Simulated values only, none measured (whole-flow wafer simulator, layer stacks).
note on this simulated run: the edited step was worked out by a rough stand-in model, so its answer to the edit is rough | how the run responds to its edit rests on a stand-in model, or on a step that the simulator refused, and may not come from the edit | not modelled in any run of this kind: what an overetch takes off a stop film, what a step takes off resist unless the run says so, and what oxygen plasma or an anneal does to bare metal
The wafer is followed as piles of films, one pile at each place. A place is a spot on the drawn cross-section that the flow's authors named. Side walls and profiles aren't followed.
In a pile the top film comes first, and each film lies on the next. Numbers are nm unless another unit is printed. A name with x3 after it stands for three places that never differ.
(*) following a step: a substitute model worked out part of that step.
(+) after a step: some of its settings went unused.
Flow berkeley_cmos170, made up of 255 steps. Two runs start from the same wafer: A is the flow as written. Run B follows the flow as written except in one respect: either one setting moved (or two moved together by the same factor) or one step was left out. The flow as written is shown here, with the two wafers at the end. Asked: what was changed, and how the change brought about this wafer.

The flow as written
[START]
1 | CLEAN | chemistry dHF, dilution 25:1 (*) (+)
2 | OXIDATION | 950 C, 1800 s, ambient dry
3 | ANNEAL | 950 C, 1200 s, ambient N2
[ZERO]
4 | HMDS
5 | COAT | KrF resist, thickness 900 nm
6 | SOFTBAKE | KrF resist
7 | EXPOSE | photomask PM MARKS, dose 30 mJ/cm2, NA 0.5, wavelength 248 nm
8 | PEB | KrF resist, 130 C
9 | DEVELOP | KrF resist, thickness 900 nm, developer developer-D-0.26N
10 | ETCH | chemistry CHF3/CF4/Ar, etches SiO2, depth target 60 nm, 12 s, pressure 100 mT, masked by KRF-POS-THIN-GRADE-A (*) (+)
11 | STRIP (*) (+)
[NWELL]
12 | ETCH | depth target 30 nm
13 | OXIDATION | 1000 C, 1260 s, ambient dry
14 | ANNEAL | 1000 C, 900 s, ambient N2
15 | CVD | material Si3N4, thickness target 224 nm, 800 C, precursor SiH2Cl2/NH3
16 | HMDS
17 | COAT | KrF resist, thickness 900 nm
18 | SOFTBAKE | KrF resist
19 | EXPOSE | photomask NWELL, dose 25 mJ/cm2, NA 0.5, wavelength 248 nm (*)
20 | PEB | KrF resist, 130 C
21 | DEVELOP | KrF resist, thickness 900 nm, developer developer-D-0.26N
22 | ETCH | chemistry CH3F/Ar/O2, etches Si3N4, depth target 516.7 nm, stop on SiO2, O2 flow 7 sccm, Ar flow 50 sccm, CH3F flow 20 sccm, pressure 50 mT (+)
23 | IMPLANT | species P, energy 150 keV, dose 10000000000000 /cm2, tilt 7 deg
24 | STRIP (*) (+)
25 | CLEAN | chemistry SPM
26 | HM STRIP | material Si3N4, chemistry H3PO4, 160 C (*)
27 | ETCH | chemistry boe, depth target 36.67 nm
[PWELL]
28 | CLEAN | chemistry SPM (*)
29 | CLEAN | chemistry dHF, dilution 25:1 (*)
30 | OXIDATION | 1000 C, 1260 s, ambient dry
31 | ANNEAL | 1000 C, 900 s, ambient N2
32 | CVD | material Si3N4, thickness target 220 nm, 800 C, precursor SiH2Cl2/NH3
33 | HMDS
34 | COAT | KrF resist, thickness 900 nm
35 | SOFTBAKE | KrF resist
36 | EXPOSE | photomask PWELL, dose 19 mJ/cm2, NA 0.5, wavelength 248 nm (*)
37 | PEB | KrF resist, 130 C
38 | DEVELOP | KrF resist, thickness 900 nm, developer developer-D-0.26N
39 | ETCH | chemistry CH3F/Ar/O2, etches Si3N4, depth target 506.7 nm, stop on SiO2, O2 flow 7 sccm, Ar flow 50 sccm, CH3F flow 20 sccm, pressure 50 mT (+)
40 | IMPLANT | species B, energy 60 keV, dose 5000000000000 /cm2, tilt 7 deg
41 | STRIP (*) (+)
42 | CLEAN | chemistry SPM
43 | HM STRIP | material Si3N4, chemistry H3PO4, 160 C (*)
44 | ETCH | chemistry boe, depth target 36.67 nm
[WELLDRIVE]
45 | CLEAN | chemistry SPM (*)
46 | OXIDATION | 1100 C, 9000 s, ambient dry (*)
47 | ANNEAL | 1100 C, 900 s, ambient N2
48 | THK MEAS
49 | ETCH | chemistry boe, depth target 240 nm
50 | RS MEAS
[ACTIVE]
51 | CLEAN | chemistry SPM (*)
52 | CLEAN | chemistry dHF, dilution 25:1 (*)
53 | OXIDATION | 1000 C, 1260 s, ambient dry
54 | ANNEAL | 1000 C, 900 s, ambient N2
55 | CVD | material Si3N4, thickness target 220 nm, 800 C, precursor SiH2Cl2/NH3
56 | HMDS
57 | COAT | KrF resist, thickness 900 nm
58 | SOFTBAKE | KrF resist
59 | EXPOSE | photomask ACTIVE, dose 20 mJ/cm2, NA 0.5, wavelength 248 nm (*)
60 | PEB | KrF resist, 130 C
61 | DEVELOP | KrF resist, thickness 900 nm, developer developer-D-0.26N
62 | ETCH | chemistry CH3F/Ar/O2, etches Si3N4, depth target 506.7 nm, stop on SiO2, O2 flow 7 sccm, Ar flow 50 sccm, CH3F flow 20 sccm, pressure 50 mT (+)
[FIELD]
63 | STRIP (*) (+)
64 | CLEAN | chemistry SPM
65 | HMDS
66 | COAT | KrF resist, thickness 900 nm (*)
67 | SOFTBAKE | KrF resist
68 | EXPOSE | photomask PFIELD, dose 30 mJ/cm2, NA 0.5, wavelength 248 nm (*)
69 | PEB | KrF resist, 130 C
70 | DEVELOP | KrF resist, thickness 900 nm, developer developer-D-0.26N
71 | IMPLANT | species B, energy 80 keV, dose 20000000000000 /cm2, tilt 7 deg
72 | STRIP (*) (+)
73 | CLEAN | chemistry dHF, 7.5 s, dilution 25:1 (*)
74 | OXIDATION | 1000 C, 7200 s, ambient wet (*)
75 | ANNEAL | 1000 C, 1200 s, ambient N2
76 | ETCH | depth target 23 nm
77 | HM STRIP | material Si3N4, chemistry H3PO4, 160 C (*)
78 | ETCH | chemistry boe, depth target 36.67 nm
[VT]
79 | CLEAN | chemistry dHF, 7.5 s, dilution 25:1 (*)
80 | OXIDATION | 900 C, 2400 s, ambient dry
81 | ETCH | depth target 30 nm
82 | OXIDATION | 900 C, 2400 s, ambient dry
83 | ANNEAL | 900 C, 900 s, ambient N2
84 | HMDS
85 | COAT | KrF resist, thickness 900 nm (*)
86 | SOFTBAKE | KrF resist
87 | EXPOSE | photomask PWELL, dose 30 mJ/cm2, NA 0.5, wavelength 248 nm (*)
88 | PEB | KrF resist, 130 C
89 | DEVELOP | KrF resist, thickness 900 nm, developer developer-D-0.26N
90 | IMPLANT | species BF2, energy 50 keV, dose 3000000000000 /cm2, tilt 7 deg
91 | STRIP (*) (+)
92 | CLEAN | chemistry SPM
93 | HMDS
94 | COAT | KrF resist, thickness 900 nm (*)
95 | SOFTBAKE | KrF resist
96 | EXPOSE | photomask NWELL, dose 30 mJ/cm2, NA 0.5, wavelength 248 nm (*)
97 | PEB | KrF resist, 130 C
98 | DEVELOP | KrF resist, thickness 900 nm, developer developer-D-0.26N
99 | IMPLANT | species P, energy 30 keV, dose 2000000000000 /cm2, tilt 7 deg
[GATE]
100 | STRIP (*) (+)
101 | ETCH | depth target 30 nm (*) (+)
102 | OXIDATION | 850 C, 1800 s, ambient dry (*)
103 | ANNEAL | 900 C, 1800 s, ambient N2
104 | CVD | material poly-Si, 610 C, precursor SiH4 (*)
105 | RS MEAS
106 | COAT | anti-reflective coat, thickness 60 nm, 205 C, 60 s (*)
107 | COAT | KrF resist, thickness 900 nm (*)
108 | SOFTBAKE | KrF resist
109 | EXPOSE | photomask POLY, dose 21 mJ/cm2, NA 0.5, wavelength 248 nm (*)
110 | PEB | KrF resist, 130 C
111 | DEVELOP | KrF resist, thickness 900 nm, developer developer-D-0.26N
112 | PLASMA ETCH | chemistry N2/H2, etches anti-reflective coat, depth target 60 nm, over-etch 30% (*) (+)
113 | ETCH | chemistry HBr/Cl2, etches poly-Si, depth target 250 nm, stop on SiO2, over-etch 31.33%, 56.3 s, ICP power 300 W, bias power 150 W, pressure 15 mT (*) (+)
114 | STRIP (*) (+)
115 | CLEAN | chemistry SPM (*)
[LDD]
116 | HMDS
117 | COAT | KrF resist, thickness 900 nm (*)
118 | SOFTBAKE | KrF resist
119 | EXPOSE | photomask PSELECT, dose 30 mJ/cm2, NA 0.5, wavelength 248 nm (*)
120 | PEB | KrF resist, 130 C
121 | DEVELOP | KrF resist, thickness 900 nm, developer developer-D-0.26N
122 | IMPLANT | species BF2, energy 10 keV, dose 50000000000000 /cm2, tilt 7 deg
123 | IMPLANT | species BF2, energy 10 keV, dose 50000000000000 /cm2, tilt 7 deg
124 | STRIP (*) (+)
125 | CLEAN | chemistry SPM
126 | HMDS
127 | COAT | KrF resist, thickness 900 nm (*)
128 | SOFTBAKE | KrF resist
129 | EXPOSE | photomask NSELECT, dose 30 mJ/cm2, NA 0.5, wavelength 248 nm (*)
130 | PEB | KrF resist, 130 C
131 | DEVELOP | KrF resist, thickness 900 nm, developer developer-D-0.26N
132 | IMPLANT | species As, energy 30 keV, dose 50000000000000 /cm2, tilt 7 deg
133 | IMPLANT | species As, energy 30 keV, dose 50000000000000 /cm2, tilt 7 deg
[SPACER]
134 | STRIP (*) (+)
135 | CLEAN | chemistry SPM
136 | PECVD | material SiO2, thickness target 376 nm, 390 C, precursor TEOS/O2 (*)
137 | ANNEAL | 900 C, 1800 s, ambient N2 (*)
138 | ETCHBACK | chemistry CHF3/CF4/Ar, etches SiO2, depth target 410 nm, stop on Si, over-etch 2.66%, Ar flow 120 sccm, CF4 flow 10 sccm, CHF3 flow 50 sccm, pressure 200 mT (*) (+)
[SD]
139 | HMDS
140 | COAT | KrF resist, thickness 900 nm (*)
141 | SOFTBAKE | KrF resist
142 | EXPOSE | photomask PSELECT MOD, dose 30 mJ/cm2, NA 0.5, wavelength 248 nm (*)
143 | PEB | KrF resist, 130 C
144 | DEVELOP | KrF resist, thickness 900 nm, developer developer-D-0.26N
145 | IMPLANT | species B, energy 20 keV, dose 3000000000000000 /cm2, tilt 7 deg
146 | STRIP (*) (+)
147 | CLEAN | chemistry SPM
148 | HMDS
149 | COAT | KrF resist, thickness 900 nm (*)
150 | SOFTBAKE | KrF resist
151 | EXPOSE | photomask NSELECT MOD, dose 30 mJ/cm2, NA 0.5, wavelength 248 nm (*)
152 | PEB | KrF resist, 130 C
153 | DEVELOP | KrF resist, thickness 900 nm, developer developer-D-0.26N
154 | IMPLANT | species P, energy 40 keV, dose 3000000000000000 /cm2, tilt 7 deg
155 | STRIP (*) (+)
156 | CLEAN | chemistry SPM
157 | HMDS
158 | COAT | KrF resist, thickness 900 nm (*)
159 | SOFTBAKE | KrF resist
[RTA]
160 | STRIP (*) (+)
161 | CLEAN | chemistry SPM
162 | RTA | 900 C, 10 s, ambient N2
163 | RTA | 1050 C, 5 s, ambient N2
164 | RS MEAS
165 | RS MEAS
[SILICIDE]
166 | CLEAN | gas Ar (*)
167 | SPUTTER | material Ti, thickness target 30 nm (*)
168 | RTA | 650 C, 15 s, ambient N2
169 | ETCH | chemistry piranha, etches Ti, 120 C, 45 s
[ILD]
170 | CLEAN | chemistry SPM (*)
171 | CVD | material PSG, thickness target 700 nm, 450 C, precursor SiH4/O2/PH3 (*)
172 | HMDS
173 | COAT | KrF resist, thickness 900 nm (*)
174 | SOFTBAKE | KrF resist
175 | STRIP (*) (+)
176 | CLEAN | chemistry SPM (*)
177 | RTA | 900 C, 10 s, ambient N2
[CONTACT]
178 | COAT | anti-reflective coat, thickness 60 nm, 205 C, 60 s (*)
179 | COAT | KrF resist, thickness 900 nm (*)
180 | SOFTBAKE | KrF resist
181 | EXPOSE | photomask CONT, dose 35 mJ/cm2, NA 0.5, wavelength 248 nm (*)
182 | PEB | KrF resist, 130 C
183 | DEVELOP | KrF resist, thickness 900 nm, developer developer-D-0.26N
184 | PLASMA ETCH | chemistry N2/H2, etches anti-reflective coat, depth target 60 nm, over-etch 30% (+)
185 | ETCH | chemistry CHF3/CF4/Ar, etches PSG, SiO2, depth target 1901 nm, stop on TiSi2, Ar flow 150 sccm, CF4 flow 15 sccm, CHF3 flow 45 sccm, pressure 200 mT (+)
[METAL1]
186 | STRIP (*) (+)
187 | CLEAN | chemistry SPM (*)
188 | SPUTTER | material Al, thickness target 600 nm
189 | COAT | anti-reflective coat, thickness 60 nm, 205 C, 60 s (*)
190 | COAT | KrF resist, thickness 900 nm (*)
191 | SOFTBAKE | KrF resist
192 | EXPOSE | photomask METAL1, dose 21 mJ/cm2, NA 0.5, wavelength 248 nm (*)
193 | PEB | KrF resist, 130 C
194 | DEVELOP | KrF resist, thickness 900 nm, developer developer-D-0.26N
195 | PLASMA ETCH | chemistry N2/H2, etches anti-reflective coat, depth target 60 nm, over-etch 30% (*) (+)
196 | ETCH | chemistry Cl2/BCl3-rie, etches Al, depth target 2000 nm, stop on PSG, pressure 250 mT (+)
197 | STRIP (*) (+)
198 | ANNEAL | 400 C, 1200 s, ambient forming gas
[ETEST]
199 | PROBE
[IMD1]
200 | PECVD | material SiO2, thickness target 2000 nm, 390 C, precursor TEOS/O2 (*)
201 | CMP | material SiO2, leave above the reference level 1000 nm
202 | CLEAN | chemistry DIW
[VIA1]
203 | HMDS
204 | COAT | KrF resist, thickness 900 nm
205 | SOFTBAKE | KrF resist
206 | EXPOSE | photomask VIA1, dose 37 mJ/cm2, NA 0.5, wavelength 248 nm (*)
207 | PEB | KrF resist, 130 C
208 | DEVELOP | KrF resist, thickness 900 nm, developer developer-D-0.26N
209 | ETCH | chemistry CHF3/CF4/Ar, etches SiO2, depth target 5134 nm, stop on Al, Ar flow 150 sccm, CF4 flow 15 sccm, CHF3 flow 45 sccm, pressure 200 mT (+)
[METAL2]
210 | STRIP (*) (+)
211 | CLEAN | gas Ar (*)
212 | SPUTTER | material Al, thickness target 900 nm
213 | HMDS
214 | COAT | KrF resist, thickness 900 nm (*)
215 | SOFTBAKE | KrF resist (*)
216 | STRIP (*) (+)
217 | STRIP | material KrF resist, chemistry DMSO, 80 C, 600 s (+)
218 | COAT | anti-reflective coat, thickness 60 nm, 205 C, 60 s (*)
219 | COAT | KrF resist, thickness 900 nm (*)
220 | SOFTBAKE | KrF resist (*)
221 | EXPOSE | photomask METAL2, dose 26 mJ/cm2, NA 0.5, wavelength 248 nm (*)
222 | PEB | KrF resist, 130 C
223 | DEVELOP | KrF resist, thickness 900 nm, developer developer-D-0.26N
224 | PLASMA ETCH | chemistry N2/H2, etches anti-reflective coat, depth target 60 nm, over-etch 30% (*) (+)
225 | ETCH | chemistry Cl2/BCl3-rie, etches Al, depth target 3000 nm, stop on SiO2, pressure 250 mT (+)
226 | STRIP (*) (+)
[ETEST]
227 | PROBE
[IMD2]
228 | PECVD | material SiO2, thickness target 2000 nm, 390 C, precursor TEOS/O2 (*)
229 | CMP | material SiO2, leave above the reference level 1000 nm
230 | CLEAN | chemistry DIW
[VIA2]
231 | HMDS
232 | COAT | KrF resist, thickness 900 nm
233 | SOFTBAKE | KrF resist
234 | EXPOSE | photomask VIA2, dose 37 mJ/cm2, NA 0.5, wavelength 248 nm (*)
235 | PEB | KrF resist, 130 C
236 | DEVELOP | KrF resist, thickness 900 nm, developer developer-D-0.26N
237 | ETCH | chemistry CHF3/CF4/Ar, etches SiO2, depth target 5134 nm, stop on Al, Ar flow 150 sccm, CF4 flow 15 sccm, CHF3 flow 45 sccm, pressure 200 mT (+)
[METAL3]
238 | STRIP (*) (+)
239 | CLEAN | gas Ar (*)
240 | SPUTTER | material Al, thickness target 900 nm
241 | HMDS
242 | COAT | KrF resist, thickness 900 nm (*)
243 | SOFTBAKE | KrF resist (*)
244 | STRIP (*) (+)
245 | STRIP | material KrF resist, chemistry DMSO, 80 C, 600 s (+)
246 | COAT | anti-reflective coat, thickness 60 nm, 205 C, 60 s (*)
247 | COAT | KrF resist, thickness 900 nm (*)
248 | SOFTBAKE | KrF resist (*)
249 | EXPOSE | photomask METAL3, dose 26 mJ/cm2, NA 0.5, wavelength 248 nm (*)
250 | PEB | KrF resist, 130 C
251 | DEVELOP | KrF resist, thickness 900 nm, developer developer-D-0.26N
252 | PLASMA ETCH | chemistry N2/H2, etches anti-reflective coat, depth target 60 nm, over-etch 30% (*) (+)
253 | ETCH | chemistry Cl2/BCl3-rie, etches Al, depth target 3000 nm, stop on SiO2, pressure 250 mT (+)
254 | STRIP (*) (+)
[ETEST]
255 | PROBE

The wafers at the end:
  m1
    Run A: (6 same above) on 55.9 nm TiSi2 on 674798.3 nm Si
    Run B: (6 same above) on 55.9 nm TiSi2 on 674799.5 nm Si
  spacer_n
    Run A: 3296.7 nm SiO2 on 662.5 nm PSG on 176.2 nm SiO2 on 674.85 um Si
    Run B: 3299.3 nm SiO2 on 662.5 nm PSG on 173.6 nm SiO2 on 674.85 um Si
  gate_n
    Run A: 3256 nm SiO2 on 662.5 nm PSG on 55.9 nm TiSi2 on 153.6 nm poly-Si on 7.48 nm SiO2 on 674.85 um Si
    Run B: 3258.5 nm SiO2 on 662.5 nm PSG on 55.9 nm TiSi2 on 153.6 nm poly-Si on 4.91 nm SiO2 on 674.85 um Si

The reason: step 102, OXIDATION: 808 C was run, though the flow has 850 C.

Step by step, how the change led to this:
  102 | OXIDATION | 850 C, 1800 s, ambient dry (*)
      sd_n, spacer_n, gate_n and 8 more: A SiO2 gains 7.48 (new film), Si loses 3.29 | B SiO2 gains 4.91 (new film), Si loses 2.16
